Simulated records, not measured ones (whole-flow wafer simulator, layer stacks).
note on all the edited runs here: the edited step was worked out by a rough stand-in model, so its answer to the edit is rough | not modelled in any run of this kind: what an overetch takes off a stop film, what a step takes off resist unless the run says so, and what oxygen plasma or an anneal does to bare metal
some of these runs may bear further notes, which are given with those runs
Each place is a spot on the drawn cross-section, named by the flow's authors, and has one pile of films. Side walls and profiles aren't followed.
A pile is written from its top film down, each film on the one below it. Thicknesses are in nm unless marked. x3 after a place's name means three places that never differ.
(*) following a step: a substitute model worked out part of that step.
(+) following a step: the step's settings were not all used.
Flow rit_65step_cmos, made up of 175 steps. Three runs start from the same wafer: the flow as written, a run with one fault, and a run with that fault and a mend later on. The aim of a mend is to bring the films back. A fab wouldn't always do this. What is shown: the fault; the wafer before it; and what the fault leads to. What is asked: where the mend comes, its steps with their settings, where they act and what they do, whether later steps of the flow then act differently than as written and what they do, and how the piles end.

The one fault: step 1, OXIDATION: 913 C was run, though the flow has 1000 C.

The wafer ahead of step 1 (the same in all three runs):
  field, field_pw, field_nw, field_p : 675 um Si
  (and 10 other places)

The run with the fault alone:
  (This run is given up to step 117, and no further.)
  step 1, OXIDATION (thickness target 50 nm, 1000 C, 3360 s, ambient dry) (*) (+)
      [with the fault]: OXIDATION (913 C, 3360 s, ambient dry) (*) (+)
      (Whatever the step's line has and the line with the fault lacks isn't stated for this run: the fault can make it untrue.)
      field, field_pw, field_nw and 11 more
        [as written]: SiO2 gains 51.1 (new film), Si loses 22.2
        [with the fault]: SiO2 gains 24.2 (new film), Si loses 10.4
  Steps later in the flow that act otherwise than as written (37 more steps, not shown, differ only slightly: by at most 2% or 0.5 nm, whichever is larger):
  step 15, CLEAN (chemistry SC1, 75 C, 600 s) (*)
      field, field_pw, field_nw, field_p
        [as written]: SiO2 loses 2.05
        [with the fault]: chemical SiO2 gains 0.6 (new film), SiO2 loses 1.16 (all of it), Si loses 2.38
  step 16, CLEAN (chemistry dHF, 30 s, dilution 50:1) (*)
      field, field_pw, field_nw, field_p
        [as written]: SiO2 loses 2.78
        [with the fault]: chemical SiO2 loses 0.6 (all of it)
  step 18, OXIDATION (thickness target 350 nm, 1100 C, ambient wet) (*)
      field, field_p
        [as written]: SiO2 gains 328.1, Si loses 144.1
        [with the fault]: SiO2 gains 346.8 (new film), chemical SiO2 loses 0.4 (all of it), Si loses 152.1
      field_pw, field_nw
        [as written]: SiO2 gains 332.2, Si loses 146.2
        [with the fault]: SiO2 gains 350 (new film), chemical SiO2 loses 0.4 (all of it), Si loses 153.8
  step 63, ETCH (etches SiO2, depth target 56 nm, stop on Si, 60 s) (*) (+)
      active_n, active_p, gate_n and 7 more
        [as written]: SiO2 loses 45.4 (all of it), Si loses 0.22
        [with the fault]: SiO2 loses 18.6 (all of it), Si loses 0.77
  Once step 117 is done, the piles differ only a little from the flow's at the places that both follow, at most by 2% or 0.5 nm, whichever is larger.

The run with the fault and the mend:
  The mend follows step 2.
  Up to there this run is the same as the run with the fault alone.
  step 2a, ETCH (depth target 28 nm, 21.5 C, 31 s)
      field, field_pw, field_nw and 11 more
        SiO2 loses 24.2 (all of it)
  step 2b, CLEAN (chemistry SC2, 75 C, 600 s)
      field, field_pw, field_nw and 11 more
        chemical SiO2 gains 0.4 (new film), Si loses 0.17
  step 2c, OXIDATION (1000 C, 3360 s, ambient dry) (*) (the flow's step 1 again, with other settings)
      field, field_pw, field_nw and 11 more
        SiO2 gains 51 (new film), chemical SiO2 loses 0.4 (all of it), Si loses 22.3
  Steps later in the flow that act otherwise than as written (17 more steps, not shown, differ only slightly: by at most 2% or 0.5 nm, whichever is larger):
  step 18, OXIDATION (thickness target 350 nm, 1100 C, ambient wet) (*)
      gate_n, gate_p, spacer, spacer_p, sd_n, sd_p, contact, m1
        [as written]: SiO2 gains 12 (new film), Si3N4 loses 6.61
        [with the mend]: SiO2 gains 12 (new film), Si3N4 loses 6.61, SiO2 gains 0.03
  When the end is reached, the piles differ only a little from the flow's at the places that both follow, at most by 2% or 0.5 nm, whichever is larger.
